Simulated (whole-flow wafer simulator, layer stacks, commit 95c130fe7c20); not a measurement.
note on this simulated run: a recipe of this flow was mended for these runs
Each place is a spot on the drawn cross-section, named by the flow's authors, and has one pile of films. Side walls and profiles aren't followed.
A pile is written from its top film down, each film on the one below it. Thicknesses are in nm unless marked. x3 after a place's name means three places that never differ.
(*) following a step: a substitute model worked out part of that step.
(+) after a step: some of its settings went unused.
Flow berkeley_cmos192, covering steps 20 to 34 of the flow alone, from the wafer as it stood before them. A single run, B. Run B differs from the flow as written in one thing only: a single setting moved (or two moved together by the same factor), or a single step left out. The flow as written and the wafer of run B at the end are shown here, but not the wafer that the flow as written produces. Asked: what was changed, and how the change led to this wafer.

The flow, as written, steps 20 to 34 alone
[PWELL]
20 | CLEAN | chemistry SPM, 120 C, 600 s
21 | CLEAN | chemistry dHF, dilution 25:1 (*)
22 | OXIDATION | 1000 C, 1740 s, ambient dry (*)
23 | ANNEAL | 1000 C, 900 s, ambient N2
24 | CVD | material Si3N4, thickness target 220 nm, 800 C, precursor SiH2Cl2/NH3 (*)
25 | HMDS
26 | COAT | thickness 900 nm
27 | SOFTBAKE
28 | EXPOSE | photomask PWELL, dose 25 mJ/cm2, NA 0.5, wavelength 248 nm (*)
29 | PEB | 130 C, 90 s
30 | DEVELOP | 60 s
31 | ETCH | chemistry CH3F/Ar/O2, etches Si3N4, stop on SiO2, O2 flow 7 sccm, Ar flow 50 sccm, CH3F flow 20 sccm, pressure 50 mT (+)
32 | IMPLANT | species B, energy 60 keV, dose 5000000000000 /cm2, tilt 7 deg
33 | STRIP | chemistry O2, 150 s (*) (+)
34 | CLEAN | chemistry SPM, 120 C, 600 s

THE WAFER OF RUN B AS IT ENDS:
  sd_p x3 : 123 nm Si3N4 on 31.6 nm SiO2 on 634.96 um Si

Cause: step 24, CVD: thickness target 123 nm was run, though the flow has thickness target 220 nm.
The wafer lets one read it off: sd_p x3 has Si3N4 123, and step 24 as written asks for 220 nm.

How this came from the change, step by step:
  24 | CVD | material Si3N4, thickness target 220 nm, 800 C, precursor SiH2Cl2/NH3 (*)
      field x6, sd_p x3: +123 Si3N4 (new film) (as written it would have been: +220 Si3N4 (new film))
  31 | ETCH | chemistry CH3F/Ar/O2, etches Si3N4, stop on SiO2, O2 flow 7 sccm, Ar flow 50 sccm, CH3F flow 20 sccm, pressure 50 mT (+)
      field x6: -123 Si3N4 (all of it), -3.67 SiO2 (as written it would have been: -220 Si3N4 (all of it), -3.67 SiO2)
      sd_p x3: -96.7 KrF-resist (as written it would have been: -161.3 KrF-resist)
  33 | STRIP | chemistry O2, 150 s (*) (+)
      sd_p x3: -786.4 KrF-resist (all of it) (as written it would have been: -721.7 KrF-resist (all of it))
